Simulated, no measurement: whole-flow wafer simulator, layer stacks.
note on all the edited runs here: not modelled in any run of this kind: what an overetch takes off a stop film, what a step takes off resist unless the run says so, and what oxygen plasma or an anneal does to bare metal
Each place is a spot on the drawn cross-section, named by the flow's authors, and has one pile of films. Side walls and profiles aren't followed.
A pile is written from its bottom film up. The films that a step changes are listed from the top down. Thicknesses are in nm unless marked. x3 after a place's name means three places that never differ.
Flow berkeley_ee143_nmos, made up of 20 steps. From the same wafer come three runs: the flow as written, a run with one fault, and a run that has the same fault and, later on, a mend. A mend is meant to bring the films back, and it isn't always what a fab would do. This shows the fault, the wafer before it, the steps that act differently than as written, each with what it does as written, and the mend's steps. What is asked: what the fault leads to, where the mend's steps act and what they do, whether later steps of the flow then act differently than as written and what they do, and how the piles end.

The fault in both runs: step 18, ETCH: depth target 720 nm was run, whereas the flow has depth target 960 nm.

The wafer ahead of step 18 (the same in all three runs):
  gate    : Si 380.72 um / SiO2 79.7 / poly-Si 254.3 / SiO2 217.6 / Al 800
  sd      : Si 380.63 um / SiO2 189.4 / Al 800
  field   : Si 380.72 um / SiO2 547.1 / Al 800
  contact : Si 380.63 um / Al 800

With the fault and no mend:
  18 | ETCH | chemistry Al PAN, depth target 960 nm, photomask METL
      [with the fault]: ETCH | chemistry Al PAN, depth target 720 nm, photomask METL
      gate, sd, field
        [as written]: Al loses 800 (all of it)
        [with the fault]: Al loses 720
  Later steps of the flow that are run all act as written at every place that is followed.
  The piles end different from the flow's at gate, sd, field by more than 2% or 0.5 nm, whichever is larger.
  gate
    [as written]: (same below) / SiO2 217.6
    [with the fault]: (same below) / SiO2 217.6 / Al 80
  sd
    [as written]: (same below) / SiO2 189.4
    [with the fault]: (same below) / SiO2 189.4 / Al 80
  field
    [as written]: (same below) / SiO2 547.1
    [with the fault]: (same below) / SiO2 547.1 / Al 80

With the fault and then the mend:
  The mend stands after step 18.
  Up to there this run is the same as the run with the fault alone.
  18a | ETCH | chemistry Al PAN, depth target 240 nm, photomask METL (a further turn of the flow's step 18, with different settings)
      gate, sd, field
        Al loses 80 (all of it)
  Later steps of the flow that are run all act as written at every place that is followed.
  At every place that both follow, the piles at the end match the flow's.
